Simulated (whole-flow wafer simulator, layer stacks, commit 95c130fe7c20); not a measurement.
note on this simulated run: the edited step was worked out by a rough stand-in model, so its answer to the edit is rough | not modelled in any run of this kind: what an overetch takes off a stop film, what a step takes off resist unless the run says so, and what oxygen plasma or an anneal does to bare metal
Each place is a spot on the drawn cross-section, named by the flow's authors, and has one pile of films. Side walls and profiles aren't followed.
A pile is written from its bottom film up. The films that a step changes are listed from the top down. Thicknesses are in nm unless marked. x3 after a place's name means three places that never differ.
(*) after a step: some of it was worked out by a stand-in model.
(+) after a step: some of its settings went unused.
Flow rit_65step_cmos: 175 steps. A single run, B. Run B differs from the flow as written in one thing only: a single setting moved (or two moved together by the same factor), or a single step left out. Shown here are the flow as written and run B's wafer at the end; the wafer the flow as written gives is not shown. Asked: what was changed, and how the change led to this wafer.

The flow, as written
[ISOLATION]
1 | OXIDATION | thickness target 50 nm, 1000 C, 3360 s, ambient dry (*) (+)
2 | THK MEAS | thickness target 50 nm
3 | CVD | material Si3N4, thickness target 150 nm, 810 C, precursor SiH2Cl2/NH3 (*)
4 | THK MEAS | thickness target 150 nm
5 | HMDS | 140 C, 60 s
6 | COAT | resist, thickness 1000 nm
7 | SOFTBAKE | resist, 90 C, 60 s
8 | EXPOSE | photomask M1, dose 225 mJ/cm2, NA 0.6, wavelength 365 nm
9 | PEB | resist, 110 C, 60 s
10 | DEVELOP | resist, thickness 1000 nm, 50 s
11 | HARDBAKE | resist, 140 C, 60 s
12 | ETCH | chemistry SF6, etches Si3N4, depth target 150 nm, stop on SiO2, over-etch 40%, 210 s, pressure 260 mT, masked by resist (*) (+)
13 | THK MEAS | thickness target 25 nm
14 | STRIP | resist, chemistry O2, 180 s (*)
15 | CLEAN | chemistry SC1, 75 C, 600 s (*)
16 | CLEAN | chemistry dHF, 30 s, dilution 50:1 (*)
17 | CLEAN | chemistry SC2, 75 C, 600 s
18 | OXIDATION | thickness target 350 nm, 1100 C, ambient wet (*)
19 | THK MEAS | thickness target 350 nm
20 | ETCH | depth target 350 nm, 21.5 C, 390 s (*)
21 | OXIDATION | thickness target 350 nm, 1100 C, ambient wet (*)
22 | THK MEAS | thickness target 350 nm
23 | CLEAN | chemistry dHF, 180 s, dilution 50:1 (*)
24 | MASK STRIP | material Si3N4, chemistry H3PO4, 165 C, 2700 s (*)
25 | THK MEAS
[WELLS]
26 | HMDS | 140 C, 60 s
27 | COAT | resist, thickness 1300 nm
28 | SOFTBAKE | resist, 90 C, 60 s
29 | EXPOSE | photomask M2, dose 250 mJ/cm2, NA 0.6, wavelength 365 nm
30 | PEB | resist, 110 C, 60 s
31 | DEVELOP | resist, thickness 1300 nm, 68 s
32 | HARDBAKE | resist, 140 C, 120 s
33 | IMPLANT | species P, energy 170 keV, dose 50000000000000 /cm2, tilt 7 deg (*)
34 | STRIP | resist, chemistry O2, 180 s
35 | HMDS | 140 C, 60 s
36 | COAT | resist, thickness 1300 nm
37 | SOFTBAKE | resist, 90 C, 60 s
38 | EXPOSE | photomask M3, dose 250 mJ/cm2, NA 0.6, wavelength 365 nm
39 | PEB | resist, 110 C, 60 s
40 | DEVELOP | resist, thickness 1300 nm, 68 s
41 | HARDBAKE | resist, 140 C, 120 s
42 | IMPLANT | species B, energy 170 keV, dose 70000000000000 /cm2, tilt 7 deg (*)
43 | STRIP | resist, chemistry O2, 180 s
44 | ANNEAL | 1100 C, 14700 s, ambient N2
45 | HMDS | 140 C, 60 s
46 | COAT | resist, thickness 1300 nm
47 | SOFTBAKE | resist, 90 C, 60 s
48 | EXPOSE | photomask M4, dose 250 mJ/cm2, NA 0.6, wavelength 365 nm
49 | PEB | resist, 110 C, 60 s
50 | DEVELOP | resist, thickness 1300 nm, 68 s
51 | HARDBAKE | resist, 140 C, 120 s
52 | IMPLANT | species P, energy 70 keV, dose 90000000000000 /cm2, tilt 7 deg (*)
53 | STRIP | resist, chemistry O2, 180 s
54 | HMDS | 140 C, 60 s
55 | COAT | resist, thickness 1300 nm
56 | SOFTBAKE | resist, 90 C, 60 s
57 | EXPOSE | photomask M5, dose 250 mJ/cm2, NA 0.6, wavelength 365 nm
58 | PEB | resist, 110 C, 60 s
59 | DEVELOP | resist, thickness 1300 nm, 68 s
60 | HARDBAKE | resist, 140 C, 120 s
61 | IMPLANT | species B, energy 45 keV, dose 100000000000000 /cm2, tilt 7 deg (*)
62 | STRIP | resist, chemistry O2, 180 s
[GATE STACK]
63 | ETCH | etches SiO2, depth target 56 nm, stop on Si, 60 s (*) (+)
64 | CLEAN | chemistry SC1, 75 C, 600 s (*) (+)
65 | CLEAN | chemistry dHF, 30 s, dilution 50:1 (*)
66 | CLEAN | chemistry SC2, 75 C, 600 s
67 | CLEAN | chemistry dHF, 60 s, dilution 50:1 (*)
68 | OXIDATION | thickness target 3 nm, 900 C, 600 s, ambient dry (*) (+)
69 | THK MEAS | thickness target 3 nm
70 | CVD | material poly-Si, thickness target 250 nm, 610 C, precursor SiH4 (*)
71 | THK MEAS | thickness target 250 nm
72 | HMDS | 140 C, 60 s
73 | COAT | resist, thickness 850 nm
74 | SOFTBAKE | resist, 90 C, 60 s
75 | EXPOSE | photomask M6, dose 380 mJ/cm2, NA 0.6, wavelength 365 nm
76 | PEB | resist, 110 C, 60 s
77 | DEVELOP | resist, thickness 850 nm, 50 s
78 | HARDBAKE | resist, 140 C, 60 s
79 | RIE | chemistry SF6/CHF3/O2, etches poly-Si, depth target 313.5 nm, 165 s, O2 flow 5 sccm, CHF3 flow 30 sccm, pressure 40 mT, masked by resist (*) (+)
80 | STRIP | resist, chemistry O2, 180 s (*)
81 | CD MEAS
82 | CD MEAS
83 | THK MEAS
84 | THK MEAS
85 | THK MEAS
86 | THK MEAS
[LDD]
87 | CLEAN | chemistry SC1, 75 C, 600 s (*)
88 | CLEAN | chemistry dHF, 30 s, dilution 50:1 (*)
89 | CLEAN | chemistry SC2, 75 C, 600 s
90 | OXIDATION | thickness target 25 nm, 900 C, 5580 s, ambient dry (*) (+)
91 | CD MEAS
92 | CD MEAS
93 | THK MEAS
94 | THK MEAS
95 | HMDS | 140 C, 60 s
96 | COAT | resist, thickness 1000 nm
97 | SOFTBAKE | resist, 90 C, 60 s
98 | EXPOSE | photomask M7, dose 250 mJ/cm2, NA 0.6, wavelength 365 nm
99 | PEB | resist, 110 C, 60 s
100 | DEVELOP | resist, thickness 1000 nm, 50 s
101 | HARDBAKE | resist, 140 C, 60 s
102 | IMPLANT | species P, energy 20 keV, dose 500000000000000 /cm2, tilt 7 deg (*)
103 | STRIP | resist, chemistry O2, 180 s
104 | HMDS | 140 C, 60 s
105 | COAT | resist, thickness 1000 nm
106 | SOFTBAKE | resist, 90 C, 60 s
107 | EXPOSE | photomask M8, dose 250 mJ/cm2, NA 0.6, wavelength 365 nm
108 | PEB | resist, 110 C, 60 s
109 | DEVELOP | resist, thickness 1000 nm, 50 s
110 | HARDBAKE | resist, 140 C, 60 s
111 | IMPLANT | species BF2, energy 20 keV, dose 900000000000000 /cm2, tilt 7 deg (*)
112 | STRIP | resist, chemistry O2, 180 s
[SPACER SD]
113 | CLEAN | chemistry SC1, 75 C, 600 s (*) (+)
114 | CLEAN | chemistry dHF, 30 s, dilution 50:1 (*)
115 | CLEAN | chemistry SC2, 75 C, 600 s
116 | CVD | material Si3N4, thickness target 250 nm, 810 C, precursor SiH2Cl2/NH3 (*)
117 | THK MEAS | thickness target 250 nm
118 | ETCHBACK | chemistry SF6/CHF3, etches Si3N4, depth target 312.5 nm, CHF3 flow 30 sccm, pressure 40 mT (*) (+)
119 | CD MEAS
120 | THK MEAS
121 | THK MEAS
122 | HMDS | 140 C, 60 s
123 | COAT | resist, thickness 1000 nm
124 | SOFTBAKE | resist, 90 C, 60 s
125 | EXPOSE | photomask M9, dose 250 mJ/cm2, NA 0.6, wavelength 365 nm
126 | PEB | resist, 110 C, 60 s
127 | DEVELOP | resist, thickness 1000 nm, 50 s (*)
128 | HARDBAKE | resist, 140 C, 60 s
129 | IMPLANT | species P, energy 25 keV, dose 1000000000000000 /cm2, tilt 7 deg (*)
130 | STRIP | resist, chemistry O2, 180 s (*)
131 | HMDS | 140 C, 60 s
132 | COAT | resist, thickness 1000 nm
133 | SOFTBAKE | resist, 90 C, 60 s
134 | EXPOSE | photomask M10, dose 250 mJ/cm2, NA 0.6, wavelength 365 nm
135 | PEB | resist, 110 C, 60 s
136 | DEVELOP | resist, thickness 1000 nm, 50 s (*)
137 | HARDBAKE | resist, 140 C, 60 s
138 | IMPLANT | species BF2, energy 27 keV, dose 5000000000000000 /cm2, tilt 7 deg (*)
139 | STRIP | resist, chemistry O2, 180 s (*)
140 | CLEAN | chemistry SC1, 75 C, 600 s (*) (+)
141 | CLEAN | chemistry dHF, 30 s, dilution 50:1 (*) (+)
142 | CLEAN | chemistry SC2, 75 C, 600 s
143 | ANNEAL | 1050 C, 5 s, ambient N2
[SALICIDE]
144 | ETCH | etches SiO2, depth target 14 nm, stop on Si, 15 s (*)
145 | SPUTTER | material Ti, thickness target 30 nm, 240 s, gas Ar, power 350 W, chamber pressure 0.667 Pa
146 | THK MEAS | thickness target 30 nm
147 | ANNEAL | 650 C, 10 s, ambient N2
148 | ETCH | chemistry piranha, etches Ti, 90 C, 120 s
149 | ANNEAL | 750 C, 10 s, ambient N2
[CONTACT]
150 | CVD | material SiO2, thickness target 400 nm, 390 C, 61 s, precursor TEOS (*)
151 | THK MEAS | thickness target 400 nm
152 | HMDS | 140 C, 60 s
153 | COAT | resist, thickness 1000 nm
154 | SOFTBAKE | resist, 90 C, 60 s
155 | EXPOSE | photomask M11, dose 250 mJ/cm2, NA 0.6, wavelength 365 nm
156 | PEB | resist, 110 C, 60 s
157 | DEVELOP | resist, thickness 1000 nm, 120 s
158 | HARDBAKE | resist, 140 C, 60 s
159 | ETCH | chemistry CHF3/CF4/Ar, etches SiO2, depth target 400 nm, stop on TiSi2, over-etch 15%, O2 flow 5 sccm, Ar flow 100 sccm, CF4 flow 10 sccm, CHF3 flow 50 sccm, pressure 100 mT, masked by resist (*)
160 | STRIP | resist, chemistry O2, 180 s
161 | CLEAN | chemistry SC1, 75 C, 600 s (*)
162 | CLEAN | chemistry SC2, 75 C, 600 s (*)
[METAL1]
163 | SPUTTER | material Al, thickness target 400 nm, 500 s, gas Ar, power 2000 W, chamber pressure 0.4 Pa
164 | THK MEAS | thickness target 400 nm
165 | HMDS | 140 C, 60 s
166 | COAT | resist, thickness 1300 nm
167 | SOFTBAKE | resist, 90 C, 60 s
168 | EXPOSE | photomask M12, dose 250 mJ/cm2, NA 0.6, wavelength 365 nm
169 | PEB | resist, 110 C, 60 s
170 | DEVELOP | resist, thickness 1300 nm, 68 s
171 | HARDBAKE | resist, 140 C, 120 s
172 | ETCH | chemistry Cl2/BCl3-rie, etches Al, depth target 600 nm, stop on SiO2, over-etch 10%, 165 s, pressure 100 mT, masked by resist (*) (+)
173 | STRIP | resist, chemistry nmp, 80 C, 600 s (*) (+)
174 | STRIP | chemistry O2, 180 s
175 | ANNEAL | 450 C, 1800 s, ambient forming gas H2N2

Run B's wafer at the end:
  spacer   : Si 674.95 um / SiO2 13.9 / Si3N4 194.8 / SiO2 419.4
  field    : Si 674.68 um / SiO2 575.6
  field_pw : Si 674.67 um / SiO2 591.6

What caused this: step 150, CVD: thickness target 456 nm was run, though the flow has thickness target 400 nm; step 150, CVD: 70 s was run, where the flow has 61 s.

The path from the change to this, step by step:
  150 | CVD | material SiO2, thickness target 400 nm, 390 C, 61 s, precursor TEOS (*)
      field, field_pw, field_nw, field_p: SiO2 gains 456 (as written it would have been: SiO2 gains 400)
      spacer, spacer_p: SiO2 gains 456 (new film) (as written it would have been: SiO2 gains 400 (new film))
      (and at 2 other places as well)
